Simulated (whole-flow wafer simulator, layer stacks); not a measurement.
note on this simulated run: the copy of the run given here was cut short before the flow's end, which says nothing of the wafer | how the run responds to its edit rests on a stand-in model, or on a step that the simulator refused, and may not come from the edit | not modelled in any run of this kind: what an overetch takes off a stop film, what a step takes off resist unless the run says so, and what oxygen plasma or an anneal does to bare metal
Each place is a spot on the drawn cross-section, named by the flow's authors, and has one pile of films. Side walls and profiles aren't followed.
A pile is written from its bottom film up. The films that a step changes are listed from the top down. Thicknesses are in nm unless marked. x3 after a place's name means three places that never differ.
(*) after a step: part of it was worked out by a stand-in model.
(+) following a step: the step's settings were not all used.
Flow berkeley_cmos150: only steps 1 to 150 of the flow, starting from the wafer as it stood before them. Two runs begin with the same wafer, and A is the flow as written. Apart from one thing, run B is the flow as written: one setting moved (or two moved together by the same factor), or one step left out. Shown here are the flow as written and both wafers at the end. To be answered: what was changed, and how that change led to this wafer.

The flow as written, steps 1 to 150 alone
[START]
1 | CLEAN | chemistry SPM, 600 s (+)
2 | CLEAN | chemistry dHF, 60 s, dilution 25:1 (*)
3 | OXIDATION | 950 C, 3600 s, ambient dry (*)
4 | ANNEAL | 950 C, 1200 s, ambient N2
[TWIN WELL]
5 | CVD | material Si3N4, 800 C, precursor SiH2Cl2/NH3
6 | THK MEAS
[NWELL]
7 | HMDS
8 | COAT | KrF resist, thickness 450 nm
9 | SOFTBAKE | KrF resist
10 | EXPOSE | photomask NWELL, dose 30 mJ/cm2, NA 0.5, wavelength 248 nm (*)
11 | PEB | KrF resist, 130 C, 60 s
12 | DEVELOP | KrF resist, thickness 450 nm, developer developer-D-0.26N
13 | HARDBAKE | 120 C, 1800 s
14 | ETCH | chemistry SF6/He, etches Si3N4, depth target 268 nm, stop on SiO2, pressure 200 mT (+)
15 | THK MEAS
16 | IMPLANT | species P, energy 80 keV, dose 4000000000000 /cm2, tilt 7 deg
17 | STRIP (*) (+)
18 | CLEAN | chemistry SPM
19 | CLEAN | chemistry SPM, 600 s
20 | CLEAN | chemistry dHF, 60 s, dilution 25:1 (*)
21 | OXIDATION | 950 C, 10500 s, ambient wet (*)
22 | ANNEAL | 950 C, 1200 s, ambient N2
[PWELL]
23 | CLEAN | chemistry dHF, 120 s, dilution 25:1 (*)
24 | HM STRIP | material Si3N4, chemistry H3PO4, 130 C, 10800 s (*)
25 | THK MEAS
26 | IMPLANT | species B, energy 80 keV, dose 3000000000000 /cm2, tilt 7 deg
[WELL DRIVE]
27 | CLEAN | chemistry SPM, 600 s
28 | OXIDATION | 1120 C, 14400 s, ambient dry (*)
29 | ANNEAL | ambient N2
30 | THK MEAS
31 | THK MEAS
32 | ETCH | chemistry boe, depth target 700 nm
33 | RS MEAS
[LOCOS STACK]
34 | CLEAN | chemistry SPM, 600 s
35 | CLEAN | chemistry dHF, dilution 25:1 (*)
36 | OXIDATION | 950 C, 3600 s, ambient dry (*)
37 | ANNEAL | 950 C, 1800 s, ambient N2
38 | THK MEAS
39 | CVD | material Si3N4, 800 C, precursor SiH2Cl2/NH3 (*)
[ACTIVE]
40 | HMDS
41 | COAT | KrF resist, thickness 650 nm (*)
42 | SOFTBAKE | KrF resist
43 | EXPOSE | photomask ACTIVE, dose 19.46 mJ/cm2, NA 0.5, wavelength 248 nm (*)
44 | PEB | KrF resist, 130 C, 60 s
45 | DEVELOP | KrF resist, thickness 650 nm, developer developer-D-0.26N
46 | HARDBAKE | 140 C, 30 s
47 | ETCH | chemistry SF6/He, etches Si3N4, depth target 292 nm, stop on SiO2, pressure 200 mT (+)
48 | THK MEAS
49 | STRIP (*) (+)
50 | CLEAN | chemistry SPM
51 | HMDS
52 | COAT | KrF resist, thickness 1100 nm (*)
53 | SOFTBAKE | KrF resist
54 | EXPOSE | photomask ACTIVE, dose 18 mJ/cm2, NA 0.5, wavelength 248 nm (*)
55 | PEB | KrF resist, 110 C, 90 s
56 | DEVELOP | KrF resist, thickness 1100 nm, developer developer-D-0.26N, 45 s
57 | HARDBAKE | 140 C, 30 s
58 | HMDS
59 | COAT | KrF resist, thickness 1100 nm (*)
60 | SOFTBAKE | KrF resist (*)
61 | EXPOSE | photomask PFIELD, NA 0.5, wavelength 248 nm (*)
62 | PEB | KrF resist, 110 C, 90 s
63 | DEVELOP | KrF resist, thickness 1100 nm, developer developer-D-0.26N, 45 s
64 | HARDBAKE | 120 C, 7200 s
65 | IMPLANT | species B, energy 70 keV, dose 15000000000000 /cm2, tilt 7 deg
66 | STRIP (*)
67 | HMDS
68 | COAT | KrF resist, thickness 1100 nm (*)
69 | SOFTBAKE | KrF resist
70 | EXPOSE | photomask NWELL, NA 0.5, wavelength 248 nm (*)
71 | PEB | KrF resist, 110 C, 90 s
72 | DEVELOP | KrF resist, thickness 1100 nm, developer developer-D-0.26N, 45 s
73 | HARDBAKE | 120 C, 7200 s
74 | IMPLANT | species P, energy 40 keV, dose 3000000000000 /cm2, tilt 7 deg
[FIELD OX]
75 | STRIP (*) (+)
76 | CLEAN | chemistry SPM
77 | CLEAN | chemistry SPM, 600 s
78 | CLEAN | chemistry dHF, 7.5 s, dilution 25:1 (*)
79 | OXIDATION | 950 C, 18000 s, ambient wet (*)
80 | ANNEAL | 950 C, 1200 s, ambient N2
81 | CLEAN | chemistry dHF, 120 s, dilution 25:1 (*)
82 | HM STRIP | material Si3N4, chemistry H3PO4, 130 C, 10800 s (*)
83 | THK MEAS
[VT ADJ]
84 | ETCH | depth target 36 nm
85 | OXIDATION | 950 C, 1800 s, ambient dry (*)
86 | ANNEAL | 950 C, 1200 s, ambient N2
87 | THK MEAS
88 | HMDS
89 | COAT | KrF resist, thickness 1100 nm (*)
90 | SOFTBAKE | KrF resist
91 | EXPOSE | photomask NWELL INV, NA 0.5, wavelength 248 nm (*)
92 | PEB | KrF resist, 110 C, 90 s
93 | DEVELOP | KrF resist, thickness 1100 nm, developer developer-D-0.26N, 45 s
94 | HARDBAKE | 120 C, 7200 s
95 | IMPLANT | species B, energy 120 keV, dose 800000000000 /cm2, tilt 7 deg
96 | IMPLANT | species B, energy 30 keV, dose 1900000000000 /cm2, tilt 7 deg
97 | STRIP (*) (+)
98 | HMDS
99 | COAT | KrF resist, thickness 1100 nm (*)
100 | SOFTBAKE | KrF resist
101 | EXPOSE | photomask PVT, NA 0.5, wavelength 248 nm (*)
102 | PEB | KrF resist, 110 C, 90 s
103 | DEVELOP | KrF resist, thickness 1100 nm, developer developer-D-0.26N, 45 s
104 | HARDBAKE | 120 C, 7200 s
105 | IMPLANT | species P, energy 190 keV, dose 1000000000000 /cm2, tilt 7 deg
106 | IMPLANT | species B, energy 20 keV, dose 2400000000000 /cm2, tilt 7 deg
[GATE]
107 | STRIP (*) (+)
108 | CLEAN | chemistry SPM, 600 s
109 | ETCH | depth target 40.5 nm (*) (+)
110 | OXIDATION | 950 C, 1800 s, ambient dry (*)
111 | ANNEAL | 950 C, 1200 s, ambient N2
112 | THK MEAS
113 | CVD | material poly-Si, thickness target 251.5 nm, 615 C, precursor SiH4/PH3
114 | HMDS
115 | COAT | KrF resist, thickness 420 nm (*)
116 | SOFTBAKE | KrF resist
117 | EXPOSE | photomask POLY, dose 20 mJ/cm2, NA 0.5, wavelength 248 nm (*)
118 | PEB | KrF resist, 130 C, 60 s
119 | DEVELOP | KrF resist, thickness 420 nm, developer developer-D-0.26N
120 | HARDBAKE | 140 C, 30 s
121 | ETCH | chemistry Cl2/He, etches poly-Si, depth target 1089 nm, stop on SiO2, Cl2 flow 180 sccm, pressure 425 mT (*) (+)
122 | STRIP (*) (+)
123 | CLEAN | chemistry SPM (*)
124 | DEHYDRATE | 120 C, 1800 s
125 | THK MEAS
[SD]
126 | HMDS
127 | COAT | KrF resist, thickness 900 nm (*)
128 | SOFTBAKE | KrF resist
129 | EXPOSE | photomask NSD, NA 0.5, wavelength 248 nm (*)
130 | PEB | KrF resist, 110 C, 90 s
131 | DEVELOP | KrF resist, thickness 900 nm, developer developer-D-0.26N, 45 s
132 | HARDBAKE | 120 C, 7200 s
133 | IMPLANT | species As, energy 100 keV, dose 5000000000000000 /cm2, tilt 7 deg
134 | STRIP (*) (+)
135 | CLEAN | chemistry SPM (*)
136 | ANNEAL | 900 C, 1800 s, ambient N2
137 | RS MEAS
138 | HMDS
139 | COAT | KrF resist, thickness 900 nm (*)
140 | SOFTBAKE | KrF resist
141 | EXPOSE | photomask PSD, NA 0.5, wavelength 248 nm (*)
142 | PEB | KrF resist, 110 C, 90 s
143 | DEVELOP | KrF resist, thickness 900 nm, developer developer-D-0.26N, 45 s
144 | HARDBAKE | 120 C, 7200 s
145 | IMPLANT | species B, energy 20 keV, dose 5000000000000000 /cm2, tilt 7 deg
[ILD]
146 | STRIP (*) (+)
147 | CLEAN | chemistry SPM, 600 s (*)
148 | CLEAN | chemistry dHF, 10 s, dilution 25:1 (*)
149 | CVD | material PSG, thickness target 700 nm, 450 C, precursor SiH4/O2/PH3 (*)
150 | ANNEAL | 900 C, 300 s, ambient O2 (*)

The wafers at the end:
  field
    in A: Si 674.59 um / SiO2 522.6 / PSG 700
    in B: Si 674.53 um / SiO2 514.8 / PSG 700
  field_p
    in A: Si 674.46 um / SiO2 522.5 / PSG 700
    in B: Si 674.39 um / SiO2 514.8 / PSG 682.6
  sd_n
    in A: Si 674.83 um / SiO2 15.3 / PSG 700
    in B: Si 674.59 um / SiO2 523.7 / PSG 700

What caused this: step 39, CVD: material Si3N4, 800 C, precursor SiH2Cl2/NH3 (*), was skipped.

The path from the change to this, step by step:
  47 | ETCH | chemistry SF6/He, etches Si3N4, depth target 292 nm, stop on SiO2, pressure 200 mT (+)
      field: A -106 Si3N4 (all of it), -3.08 SiO2 | B -31.5 SiO2 (all of it), -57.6 Si
      field_p: A -106 Si3N4 (all of it), -3.08 SiO2 | B -31.5 SiO2 (all of it), -55 Si
  49 | STRIP (*) (+)
      field, field_p: A nothing | B +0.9 chemical SiO2 (new film), -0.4 Si
  78 | CLEAN | chemistry dHF, 7.5 s, dilution 25:1 (*)
      sd_n, gate_n, contact, m1: A -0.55 Si3N4 | B -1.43 SiO2
      sd_p, gate_p: A -0.66 Si3N4 | B -1.49 SiO2
      (also at 2 further places)
  79 | OXIDATION | 950 C, 18000 s, ambient wet (*)
      gate_n, sd_p, gate_p, contact, m1: A +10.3 SiO2 (new film), -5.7 Si3N4 | B +596.2 SiO2, -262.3 Si
      field: A +598.1 SiO2, -263.1 Si | B +617.2 SiO2 (new film), -271.6 Si
      (also at 2 further places)
  81 | CLEAN | chemistry dHF, 120 s, dilution 25:1 (*)
      sd_n, gate_n, sd_p, gate_p, contact, m1: A -10.3 SiO2 (all of it), -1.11 Si3N4 | B -23 SiO2
  82 | HM STRIP | material Si3N4, chemistry H3PO4, 130 C, 10800 s (*)
      sd_n, gate_n, contact, m1: A -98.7 Si3N4 (all of it), -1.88 SiO2 | B -2.72 SiO2
      sd_p, gate_p: A -98.6 Si3N4 (all of it), -1.88 SiO2 | B -2.72 SiO2
  84 | ETCH | depth target 36 nm
      gate_n, sd_p, gate_p, contact, m1: A -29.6 SiO2 (all of it) | B -36 SiO2
  85 | OXIDATION | 950 C, 1800 s, ambient dry (*)
      gate_n, sd_p, gate_p, contact, m1: A +20.4 SiO2 (new film), -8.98 Si | B +2.35 SiO2, -1.03 Si
      sd_n: A +12.2 SiO2, -5.35 Si | B +2.35 SiO2, -1.03 Si
  89 | COAT | KrF resist, thickness 1100 nm (*)
      field: A +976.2 KrF resist (new film) | B +1096.3 KrF resist (new film)
      field_p: A +1087.8 KrF resist (new film) | B +1206.4 KrF resist (new film)
      (also at 6 further places)
  92 | PEB | KrF resist, 110 C, 90 s
      field: A -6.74 KrF resist | B -7.59 KrF resist
      field_p: A -7.53 KrF resist | B -8.37 KrF resist
      (also at 6 further places)
  93 | DEVELOP | KrF resist, thickness 1100 nm, developer developer-D-0.26N, 45 s
      field: A -969.5 KrF resist (all of it) | B -1088.7 KrF resist (all of it)
      sd_n: A -1234.3 KrF resist (all of it) | B -1031 KrF resist (all of it)
      (also at 2 further places)
  94 | HARDBAKE | 120 C, 7200 s
      field_p: A -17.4 KrF resist | B -19.4 KrF resist
      sd_p: A -21.4 KrF resist | B -18.1 KrF resist
      (also at 2 further places)
  97 | STRIP (*) (+)
      field_p: A -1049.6 KrF resist (all of it) | B -1165.3 KrF resist (all of it)
      sd_p: A -1273.5 KrF resist (all of it) | B -1089.6 KrF resist (all of it)
      (also at 2 further places)
  99 | COAT | KrF resist, thickness 1100 nm (*)
      field: A +976.2 KrF resist (new film) | B +1096.3 KrF resist (new film)
      field_p: A +1087.8 KrF resist (new film) | B +1206.4 KrF resist (new film)
      (also at 6 further places)
  102 | PEB | KrF resist, 110 C, 90 s
      field: A -6.74 KrF resist | B -7.59 KrF resist
      field_p: A -7.53 KrF resist | B -8.37 KrF resist
      (also at 6 further places)
  103 | DEVELOP | KrF resist, thickness 1100 nm, developer developer-D-0.26N, 45 s
      sd_p: A -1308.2 KrF resist (all of it) | B -1121 KrF resist (all of it)
      gate_p: A -1282.6 KrF resist (all of it) | B -1122.7 KrF resist (all of it)
  ... another 18 steps ...
  149 | CVD | material PSG, thickness target 700 nm, 450 C, precursor SiH4/O2/PH3 (*)
      field_p: A +700 PSG (new film) | B +682.6 PSG (new film)
      sd_p: A +639.5 PSG (new film) | B +688.3 PSG (new film)
